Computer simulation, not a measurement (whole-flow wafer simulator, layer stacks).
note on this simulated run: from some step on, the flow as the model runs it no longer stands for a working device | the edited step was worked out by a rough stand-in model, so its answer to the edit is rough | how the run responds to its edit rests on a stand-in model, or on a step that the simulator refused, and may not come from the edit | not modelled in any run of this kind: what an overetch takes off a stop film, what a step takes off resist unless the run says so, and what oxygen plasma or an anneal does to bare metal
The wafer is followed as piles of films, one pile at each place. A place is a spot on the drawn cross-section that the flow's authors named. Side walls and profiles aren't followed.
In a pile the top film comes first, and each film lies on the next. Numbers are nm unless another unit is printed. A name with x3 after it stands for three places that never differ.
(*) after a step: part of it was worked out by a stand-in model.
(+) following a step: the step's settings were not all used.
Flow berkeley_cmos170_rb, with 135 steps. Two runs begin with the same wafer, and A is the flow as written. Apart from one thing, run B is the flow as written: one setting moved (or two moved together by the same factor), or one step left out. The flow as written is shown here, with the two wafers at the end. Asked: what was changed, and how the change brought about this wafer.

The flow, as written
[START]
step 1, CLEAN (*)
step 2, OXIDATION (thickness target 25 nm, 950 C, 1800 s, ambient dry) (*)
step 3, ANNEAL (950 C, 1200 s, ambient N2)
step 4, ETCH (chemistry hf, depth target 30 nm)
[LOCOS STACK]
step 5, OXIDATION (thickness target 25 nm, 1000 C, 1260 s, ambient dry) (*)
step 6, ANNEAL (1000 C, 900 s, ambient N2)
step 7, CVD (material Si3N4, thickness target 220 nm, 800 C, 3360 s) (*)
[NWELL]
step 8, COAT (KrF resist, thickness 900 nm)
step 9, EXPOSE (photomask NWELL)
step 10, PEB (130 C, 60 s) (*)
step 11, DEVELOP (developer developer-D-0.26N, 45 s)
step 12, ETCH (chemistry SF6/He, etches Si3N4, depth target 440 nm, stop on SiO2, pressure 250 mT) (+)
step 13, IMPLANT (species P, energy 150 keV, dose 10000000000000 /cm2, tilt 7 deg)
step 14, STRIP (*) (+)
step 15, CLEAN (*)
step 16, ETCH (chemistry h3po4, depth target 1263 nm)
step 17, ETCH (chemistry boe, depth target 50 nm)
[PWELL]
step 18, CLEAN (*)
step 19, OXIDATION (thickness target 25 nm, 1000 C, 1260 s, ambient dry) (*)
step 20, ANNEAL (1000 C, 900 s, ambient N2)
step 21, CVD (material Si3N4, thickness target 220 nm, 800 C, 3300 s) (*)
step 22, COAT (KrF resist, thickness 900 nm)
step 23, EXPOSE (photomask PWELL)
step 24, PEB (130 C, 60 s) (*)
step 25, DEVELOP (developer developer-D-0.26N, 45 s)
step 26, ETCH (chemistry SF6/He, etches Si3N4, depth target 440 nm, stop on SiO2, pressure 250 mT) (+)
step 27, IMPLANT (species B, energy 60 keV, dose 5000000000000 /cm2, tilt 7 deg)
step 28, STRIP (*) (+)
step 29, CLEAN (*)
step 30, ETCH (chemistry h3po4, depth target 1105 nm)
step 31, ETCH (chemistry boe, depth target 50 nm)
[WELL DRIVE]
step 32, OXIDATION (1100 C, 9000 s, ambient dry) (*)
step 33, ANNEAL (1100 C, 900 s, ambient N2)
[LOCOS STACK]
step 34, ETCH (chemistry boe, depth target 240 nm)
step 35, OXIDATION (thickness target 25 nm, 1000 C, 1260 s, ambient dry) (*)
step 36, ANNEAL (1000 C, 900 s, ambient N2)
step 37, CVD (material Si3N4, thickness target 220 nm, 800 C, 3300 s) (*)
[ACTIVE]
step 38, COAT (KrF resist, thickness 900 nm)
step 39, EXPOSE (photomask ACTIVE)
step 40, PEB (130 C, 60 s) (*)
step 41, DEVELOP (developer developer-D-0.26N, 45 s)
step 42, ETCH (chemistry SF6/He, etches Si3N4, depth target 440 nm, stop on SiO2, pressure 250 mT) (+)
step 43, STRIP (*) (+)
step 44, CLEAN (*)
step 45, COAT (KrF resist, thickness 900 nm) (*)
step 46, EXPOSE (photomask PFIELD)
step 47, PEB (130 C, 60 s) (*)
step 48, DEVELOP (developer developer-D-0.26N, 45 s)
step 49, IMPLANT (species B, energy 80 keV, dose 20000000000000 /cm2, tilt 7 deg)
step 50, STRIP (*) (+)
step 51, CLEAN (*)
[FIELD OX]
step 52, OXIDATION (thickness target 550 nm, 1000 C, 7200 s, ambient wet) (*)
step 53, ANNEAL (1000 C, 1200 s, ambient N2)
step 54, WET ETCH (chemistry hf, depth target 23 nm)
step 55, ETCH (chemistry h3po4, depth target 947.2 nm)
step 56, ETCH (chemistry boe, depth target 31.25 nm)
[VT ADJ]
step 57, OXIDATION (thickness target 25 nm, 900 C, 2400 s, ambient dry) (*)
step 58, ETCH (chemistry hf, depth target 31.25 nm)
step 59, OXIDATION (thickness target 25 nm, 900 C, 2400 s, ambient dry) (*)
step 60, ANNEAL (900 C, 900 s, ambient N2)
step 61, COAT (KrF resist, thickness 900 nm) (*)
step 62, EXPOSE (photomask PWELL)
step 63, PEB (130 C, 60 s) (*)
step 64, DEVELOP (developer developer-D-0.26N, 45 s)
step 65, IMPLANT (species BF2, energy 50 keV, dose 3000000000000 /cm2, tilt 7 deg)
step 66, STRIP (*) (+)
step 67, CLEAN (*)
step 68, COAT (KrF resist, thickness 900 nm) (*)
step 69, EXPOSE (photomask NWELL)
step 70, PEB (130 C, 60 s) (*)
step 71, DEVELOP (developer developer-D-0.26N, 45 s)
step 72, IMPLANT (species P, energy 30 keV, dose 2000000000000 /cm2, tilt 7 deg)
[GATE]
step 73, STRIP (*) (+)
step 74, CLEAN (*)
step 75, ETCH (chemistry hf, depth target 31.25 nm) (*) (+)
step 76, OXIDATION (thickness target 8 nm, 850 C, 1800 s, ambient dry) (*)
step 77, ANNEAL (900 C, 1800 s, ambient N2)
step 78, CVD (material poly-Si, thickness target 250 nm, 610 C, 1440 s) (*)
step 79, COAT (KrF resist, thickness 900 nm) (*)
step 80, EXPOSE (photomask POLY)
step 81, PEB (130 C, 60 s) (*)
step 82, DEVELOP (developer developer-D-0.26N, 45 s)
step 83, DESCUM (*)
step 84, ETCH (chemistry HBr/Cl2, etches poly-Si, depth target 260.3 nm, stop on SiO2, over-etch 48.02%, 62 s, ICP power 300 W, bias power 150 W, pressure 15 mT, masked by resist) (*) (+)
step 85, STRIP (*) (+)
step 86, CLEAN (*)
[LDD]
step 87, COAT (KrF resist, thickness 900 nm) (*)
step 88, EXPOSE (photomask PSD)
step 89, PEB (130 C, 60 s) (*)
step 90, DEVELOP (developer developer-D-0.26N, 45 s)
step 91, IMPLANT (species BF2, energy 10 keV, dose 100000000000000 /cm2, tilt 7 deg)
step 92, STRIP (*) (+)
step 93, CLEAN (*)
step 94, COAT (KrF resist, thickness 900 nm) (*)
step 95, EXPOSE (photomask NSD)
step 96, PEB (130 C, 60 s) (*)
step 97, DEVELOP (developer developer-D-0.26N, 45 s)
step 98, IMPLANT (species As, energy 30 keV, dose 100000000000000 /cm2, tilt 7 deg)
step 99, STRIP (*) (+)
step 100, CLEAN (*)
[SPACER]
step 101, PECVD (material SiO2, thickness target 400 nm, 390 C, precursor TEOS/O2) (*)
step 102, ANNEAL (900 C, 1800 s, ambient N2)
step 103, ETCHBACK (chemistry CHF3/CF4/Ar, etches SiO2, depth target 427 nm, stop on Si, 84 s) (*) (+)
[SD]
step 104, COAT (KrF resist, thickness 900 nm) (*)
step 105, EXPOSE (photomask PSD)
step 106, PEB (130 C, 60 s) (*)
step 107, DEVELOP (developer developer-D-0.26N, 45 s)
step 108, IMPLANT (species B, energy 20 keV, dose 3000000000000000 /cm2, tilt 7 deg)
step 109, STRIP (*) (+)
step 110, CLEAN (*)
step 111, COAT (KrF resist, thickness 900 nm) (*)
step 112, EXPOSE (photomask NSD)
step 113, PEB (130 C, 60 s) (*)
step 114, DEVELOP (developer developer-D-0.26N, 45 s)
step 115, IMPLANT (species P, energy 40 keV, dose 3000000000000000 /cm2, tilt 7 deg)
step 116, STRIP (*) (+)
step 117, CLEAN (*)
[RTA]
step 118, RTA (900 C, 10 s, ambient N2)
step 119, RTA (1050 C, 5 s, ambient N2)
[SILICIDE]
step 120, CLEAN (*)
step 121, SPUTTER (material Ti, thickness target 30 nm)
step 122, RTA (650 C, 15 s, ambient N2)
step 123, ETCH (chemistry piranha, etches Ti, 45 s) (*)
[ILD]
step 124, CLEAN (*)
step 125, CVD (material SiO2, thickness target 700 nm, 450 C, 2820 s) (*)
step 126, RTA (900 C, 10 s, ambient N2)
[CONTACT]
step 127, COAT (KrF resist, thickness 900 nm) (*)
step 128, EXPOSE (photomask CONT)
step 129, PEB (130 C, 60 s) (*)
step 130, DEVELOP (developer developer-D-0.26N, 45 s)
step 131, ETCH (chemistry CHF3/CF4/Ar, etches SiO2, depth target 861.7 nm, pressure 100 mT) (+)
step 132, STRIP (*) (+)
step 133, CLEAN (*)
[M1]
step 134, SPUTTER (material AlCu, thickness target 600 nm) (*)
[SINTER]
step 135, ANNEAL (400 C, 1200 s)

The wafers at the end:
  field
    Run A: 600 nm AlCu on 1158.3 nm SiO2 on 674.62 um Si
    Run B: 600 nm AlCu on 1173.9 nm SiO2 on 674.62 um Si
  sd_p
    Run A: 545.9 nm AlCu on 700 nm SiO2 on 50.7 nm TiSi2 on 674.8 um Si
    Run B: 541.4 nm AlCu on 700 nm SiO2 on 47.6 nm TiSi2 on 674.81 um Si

What caused this: step 75, ETCH: depth target 15.62 nm was run, though the flow has depth target 31.25 nm.

How this came from the change, step by step:
  step 75, ETCH (chemistry hf, depth target 31.25 nm) (*) (+)
      field: A SiO2 loses 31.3 | B SiO2 loses 15.6
  step 121, SPUTTER (material Ti, thickness target 30 nm)
      sd_p: A Ti gains 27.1 (new film) | B Ti gains 25.5 (new film)
  step 122, RTA (650 C, 15 s, ambient N2)
      sd_p: A Ti loses 21.1, TiSi first gains 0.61 (new film), TiSi2 C49 gains 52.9 (new film), Si loses 47.6 | B Ti loses 19.9, TiSi2 C49 gains 50.5 (new film), Si loses 45.1
  step 126, RTA (900 C, 10 s, ambient N2)
      sd_p: A under 1 film: TiSi2 gains 50.7 (new film), TiSi first loses 0.61 (all of it), TiSi2 C49 loses 52.9 (all of it), Si loses 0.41 | B under 1 film: TiSi2 gains 47.6 (new film), TiSi2 C49 loses 50.5 (all of it)
